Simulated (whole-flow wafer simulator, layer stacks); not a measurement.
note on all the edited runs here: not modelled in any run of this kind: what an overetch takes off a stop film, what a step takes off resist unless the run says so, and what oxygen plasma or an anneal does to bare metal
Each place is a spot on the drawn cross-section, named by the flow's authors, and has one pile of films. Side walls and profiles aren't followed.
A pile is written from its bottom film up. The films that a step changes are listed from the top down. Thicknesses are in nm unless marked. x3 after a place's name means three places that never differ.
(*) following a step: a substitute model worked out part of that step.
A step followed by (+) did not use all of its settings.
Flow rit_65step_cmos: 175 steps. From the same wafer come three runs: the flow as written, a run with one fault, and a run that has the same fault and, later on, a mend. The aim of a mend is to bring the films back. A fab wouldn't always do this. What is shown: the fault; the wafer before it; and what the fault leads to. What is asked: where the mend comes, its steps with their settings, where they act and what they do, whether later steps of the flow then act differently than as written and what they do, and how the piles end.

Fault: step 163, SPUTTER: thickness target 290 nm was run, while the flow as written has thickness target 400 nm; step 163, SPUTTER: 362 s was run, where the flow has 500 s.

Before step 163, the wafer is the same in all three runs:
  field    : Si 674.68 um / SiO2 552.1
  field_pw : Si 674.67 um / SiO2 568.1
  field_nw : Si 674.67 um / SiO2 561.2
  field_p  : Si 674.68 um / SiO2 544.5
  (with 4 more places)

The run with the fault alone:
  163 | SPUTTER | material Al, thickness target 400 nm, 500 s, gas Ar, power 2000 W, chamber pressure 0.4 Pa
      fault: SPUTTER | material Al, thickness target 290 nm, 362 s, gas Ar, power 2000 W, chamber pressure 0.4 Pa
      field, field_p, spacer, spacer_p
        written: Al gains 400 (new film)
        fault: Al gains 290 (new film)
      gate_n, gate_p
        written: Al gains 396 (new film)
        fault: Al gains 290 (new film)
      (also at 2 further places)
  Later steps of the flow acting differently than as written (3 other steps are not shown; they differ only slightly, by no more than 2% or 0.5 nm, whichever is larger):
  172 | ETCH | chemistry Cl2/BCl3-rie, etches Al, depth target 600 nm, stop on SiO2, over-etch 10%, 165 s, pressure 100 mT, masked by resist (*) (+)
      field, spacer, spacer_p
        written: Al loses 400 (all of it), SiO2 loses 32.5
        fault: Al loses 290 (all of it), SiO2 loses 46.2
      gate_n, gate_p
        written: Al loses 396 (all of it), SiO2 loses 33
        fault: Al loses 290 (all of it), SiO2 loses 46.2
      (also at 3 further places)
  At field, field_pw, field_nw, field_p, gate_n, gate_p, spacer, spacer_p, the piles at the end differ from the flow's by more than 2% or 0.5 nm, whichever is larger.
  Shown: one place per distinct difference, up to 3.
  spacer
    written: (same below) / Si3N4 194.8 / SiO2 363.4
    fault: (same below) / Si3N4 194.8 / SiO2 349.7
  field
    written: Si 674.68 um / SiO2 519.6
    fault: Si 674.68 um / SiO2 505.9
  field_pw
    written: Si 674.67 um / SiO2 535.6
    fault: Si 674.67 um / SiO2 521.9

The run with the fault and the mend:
  The mend stands after step 164.
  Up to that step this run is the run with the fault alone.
  164a | ETCH | chemistry al pan, depth target 334.4 nm
      field, field_p, gate_n, gate_p, spacer, spacer_p
        Al loses 290 (all of it)
      field_pw, field_nw
        Al loses 289.8 (all of it)
  164b | SPUTTER | material Al, thickness target 400 nm, 500 s, gas Ar, power 2000 W, chamber pressure 0.4 Pa (the flow's step 163, run once more)
      field, field_pw, field_p, spacer, spacer_p
        Al gains 400 (new film)
      gate_n, gate_p
        Al gains 396 (new film)
      field_nw
        Al gains 397.2 (new film)
  Later steps of the flow that are run all act as written at every place that is followed.
  By the end, the piles equal the flow's at every place that both follow.
